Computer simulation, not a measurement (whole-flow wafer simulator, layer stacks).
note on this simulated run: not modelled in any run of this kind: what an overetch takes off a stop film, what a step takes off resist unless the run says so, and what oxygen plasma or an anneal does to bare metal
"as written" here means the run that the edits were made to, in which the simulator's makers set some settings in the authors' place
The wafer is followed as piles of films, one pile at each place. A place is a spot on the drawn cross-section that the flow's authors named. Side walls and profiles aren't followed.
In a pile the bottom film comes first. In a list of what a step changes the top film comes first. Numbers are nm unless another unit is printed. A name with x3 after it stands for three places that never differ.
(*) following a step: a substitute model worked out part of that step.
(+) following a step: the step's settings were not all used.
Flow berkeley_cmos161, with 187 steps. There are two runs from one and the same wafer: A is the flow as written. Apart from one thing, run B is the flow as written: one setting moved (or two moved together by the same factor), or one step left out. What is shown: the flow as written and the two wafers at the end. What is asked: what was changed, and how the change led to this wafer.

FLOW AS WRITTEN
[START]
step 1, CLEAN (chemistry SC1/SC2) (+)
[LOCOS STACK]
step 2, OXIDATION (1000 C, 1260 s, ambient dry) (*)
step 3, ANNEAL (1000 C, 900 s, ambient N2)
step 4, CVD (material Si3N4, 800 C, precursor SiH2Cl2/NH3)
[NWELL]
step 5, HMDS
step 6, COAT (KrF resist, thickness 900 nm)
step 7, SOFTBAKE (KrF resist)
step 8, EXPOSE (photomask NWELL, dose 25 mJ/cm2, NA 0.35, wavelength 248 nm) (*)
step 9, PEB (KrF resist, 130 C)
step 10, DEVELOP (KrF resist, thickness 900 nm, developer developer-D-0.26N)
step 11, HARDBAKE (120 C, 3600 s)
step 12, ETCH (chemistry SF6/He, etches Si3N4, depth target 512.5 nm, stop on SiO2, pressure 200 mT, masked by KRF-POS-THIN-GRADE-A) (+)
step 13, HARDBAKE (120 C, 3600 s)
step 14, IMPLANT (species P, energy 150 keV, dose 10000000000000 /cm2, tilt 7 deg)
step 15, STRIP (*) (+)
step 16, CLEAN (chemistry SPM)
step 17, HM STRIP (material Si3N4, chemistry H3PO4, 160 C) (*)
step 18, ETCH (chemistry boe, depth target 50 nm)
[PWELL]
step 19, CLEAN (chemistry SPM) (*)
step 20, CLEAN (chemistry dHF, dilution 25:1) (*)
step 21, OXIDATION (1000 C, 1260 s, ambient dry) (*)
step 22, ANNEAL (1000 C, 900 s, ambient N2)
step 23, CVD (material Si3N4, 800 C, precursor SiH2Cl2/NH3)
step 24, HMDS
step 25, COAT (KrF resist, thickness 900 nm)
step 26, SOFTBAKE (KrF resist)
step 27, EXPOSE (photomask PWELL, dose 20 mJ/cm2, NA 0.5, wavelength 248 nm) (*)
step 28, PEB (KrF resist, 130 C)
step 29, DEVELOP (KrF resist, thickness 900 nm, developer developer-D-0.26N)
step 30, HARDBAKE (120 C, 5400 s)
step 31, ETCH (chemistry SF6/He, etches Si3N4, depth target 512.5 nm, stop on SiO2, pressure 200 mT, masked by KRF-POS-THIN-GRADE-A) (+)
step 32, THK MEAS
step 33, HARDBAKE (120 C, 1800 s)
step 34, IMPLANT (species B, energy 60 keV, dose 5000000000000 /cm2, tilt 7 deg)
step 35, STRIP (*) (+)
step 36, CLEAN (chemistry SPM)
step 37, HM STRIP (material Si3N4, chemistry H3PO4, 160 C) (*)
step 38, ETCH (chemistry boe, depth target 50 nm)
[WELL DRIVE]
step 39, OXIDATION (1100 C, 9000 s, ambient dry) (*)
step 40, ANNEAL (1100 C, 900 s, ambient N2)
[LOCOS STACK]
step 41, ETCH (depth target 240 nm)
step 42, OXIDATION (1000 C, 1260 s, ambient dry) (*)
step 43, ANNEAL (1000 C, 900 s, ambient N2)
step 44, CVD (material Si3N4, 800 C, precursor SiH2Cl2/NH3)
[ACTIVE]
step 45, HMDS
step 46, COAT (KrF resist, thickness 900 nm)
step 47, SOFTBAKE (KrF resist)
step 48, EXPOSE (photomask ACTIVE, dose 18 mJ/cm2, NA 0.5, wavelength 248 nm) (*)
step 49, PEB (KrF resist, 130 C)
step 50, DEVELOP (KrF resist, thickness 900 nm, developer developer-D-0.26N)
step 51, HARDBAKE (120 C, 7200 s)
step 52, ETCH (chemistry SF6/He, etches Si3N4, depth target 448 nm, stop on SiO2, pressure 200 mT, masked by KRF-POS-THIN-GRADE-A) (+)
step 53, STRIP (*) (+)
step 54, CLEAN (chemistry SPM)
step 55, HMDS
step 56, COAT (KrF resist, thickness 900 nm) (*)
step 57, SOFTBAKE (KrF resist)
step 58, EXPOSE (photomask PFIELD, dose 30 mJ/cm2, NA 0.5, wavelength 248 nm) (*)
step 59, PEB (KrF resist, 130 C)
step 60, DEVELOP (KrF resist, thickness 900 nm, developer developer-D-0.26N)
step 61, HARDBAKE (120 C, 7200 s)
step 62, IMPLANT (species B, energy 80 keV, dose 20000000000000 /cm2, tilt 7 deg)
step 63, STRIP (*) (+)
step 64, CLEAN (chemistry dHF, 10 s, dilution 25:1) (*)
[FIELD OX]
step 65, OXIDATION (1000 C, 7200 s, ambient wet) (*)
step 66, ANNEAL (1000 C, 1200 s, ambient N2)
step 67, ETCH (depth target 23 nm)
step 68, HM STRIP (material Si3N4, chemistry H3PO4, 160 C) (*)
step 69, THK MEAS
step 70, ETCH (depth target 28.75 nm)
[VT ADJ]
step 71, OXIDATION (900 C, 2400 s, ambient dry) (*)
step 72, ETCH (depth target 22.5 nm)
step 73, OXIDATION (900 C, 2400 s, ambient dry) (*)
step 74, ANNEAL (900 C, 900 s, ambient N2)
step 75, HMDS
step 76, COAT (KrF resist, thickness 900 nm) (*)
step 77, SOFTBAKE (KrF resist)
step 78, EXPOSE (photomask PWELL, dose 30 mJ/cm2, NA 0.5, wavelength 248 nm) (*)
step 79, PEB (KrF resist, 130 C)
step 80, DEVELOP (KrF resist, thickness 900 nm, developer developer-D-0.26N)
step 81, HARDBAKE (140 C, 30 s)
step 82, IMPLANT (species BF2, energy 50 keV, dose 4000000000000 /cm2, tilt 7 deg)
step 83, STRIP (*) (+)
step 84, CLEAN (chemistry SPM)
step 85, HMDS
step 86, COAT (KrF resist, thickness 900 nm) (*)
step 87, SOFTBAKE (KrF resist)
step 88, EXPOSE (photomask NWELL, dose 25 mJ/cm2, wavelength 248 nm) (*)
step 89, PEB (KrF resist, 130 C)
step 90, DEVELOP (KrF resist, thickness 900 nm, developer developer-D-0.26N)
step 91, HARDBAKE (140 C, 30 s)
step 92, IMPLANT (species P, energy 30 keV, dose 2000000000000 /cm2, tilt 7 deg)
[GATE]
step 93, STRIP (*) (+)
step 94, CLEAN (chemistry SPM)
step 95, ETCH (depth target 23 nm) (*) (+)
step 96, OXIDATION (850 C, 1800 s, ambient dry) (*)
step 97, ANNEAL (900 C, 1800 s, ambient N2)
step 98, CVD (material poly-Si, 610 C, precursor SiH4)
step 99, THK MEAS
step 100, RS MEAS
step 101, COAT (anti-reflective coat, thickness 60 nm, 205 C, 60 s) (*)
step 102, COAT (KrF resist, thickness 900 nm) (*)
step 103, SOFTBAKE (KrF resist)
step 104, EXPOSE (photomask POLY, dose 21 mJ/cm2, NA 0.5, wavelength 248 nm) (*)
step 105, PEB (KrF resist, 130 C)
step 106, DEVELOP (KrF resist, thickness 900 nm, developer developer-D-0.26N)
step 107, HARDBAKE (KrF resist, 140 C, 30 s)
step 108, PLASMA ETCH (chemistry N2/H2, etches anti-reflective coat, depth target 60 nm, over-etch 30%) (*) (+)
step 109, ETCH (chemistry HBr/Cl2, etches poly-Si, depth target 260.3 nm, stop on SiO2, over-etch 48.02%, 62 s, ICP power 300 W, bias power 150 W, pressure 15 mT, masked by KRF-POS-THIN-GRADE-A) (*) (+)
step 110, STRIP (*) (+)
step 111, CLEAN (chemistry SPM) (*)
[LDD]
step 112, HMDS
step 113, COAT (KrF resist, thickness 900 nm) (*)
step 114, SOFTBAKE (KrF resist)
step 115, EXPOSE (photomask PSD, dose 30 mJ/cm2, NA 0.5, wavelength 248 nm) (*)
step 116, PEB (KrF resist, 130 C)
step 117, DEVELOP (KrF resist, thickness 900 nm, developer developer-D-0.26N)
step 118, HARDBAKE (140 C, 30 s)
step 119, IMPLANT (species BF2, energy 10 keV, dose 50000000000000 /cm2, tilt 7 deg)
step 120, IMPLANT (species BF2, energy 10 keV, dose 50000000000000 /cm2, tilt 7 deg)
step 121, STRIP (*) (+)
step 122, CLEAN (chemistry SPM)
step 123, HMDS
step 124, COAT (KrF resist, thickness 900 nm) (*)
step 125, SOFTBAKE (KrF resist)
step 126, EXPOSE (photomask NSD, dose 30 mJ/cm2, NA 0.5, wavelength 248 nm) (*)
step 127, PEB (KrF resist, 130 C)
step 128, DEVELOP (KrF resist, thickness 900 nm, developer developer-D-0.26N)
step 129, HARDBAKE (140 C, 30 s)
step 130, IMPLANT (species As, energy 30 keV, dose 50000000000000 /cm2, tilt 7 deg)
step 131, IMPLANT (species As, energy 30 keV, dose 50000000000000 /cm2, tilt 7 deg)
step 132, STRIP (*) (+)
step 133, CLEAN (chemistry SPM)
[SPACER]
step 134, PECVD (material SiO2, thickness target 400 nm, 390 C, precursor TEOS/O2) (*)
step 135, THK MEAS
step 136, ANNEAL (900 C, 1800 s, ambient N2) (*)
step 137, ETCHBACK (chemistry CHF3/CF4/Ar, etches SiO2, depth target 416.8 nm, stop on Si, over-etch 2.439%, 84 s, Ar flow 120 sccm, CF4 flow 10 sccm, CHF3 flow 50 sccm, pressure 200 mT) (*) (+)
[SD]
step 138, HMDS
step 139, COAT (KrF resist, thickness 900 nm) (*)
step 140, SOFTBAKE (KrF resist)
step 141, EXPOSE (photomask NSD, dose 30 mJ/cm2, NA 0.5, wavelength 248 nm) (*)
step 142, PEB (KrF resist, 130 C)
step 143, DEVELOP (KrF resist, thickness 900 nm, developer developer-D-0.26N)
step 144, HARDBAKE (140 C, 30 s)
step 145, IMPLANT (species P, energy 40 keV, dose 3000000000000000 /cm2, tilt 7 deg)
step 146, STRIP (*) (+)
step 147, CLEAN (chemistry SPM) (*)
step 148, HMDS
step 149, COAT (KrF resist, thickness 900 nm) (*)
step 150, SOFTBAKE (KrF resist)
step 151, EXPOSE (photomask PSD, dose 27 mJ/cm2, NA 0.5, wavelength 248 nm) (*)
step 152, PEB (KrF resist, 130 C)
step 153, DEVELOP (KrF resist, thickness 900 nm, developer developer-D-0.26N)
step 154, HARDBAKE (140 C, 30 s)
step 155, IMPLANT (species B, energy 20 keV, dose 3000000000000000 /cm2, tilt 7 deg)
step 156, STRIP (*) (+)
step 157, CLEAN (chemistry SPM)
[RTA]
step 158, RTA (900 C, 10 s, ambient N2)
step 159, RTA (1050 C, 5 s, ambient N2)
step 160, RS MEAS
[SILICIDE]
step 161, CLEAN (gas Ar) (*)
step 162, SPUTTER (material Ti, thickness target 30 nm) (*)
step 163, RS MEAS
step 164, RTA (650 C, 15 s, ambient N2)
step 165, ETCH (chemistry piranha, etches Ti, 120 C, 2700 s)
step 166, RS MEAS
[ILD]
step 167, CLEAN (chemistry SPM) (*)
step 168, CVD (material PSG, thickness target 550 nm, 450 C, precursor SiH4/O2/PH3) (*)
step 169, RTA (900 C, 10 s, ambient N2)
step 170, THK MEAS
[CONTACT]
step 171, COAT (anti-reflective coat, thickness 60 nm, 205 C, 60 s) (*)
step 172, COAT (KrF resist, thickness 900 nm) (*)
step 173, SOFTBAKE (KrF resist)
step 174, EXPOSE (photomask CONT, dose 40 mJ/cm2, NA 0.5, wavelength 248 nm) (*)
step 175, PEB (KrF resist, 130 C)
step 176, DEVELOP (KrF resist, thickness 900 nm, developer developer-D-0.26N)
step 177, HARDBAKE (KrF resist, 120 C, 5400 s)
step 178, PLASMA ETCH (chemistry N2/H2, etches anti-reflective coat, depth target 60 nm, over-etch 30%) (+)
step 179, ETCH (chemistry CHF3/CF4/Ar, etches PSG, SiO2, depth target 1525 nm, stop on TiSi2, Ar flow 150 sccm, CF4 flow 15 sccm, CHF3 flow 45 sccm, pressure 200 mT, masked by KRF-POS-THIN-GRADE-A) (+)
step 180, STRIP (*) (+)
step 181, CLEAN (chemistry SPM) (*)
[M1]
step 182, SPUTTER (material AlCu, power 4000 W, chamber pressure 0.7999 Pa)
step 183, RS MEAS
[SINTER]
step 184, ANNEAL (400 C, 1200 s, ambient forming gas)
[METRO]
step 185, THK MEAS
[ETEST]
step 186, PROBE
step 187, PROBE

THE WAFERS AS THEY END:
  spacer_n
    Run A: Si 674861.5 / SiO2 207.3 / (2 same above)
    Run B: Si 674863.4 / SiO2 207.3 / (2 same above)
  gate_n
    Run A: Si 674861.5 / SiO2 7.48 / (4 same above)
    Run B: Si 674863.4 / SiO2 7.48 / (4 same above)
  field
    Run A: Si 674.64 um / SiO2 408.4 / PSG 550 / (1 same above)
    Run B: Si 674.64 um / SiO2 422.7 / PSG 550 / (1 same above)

What caused this: step 72, ETCH: depth target 8.168 nm was run, though the flow has depth target 22.5 nm.

The path from the change to this, step by step:
  step 72, ETCH (depth target 22.5 nm)
      sd_n, spacer_n, gate_n, sd_p, spacer_p, gate_p, contact, m1: A SiO2 loses 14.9 (all of it) | B SiO2 loses 8.17
      field: A SiO2 loses 22.5 | B SiO2 loses 8.17
  step 73, OXIDATION (900 C, 2400 s, ambient dry) (*)
      sd_n, spacer_n, gate_n, sd_p, spacer_p, gate_p, contact, m1: A SiO2 gains 14.9 (new film), Si loses 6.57 | B SiO2 gains 10.6, Si loses 4.68
  step 95, ETCH (depth target 23 nm) (*) (+)
      sd_n, spacer_n, gate_n, sd_p, spacer_p, gate_p, contact, m1: A SiO2 loses 14.9 (all of it) | B SiO2 loses 17.4 (all of it)
  step 101, COAT (anti-reflective coat, thickness 60 nm, 205 C, 60 s) (*)
      sd_n: A anti-reflective coat gains 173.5 (new film) | B anti-reflective coat gains 183.2 (new film)
      spacer_n: A anti-reflective coat gains 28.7 (new film) | B anti-reflective coat gains 26.4 (new film)
      (also at 4 further places)
  step 108, PLASMA ETCH (chemistry N2/H2, etches anti-reflective coat, depth target 60 nm, over-etch 30%) (*) (+)
      sd_n: A anti-reflective coat loses 173.5 (all of it), poly-Si loses 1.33 | B anti-reflective coat loses 183.2 (all of it), poly-Si loses 1.41
      spacer_n: A anti-reflective coat loses 28.7 (all of it), poly-Si loses 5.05 | B anti-reflective coat loses 26.4 (all of it), poly-Si loses 5.43
      (also at 2 further places)
  step 110, STRIP (*) (+)
      gate_n: A chemical SiO2 gains 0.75 (new film), KrF resist loses 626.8 (all of it), anti-reflective coat loses 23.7 (all of it), poly-Si loses 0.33 | B chemical SiO2 gains 0.75 (new film), KrF resist loses 634.9 (all of it), anti-reflective coat loses 21.5 (all of it), poly-Si loses 0.33
      gate_p: A chemical SiO2 gains 0.75 (new film), KrF resist loses 598.2 (all of it), anti-reflective coat loses 27.9 (all of it), poly-Si loses 0.33 | B chemical SiO2 gains 0.75 (new film), KrF resist loses 603 (all of it), anti-reflective coat loses 26.8 (all of it), poly-Si loses 0.33
  step 171, COAT (anti-reflective coat, thickness 60 nm, 205 C, 60 s) (*)
      sd_n: A anti-reflective coat gains 149.7 (new film) | B anti-reflective coat gains 160 (new film)
      m1: A anti-reflective coat gains 97.8 (new film) | B anti-reflective coat gains 100.8 (new film)
  step 180, STRIP (*) (+)
      sd_n: A KrF resist loses 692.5 (all of it), anti-reflective coat loses 149.7 (all of it) | B KrF resist loses 690.3 (all of it), anti-reflective coat loses 160 (all of it)
      m1: A KrF resist loses 739.9 (all of it), anti-reflective coat loses 97.8 (all of it) | B KrF resist loses 744.5 (all of it), anti-reflective coat loses 100.8 (all of it)
